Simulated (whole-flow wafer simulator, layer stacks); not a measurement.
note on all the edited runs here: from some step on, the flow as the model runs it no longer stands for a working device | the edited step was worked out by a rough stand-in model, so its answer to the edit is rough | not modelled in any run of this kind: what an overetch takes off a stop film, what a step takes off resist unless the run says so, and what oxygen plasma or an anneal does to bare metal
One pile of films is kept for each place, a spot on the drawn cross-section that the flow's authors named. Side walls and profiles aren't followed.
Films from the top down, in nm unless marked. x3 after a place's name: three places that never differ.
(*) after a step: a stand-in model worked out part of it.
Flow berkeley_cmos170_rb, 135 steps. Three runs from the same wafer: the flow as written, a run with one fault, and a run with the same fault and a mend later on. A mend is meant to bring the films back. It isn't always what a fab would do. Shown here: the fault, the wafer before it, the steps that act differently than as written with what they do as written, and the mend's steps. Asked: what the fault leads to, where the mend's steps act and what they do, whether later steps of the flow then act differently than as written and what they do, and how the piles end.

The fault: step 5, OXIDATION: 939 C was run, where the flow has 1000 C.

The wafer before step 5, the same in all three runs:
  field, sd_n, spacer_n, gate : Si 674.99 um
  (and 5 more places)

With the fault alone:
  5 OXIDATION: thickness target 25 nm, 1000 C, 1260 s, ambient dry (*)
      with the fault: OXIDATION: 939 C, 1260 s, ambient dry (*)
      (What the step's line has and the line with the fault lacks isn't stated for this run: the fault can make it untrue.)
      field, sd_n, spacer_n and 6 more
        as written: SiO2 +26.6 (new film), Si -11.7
        with the fault: SiO2 +14.4 (new film), Si -6.36
  Later steps of the flow that act differently than as written:
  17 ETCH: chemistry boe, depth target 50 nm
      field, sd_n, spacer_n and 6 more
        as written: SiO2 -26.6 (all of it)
        with the fault: SiO2 -14.4 (all of it)
  At the end the piles differ from the flow's only slightly at the places that both follow, by at most 2% or 0.5 nm, whichever is larger.

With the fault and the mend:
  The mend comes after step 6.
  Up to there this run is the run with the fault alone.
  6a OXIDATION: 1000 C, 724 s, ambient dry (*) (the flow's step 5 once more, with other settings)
      field, sd_n, spacer_n and 6 more
        SiO2 +12.1, Si -5.33
  No later step of the flow acts differently than as written at any place that is followed.
  At the end the piles are the same as the flow's at every place that both follow.
